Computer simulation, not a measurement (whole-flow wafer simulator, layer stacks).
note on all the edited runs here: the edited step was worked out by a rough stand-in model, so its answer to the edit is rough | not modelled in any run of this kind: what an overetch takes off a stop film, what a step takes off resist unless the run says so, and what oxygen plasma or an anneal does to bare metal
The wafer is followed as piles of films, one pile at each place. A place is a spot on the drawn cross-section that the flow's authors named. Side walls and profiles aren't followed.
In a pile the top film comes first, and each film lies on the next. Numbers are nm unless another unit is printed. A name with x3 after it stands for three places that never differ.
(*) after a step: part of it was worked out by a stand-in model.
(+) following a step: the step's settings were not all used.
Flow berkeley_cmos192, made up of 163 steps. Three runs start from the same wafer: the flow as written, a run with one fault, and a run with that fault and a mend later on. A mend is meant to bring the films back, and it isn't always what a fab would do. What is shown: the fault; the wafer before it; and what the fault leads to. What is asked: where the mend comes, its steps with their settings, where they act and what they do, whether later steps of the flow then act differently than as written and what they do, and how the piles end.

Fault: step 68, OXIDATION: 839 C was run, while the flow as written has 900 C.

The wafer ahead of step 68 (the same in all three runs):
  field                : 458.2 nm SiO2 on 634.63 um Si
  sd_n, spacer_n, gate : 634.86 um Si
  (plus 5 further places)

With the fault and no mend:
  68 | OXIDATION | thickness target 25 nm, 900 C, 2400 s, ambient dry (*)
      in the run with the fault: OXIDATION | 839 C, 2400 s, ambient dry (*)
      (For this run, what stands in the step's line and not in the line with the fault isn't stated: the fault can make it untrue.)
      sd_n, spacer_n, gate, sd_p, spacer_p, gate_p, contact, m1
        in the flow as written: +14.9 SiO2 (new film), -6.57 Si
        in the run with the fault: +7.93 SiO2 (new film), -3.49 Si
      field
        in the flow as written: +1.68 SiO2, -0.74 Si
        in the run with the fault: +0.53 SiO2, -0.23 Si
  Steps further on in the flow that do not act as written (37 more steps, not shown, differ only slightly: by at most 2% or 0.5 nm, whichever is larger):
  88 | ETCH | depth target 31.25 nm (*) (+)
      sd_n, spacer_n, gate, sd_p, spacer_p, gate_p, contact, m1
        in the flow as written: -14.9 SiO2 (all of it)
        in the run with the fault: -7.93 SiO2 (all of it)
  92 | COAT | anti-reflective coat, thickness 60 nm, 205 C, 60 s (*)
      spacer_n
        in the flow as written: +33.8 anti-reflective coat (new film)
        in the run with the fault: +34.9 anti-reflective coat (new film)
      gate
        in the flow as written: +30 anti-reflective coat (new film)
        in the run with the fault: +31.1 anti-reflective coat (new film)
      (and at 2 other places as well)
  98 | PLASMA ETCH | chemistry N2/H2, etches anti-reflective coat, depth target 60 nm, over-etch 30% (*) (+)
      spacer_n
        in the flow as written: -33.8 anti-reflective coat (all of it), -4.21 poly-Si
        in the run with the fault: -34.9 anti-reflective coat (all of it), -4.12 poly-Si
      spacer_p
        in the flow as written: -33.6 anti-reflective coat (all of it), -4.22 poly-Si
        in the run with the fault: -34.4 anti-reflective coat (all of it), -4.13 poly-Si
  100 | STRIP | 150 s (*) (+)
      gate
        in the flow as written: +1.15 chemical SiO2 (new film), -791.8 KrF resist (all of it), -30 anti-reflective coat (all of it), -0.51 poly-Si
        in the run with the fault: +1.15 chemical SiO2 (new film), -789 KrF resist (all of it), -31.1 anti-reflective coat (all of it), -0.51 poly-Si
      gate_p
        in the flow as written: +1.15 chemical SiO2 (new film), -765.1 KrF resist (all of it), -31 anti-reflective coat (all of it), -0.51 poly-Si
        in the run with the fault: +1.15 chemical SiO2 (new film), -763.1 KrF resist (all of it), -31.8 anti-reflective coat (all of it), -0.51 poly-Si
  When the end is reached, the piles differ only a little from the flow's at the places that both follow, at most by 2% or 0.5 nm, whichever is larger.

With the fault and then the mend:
  The mend follows step 75.
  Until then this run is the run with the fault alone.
  75a | STRIP | 150 s (*) (+)
      sd_p
        -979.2 KrF resist (all of it)
      spacer_p
        -960.4 KrF resist (all of it)
      gate_p
        -959.5 KrF resist (all of it)
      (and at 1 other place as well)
  75b | CLEAN | chemistry SPM
      alters no film at any place that is followed
  75c | OXIDATION | 900 C, 1502 s, ambient dry (*) (the flow's step 68 again, with other settings)
      sd_n, spacer_n, gate, sd_p, spacer_p, gate_p, contact, m1
        +6.98 SiO2, -3.07 Si
      field
        +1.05 SiO2, -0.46 Si
  75d | HMDS (the flow's step 70 again)
      alters no film at any place that is followed
  75e | COAT | KrF resist, thickness 900 nm (*) (the flow's step 71 again)
      spacer_n, gate
        +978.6 KrF resist (new film)
      field
        +842.4 KrF resist (new film)
      sd_n
        +1013.2 KrF resist (new film)
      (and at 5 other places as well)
  75f | SOFTBAKE | KrF resist (the flow's step 72 again)
      alters no film at any place that is followed
  75g | EXPOSE | photomask PWELL, dose 30 mJ/cm2, NA 0.5, wavelength 248 nm (*) (the flow's step 73 again)
      alters no film at any place that is followed
  75h | PEB | KrF resist, 130 C, 60 s (the flow's step 74 again)
      sd_n, m1
        -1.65 KrF resist
      spacer_n, gate
        -1.58 KrF resist
      spacer_p, gate_p
        -1.57 KrF resist
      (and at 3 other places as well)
  75i | DEVELOP | KrF resist, thickness 900 nm, developer developer-D-0.26N, 45 s (the flow's step 75 again)
      sd_p, spacer_p, gate_p, m1
        -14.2 KrF resist
      spacer_n, gate
        -977 KrF resist (all of it)
      field
        -841.1 KrF resist (all of it)
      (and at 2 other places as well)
  None of the later steps of the flow differs from how it acts as written, at any place that is followed, by more than 2% or 0.5 nm, whichever is larger.
  When the end is reached, the piles differ only a little from the flow's at the places that both follow, at most by 2% or 0.5 nm, whichever is larger.
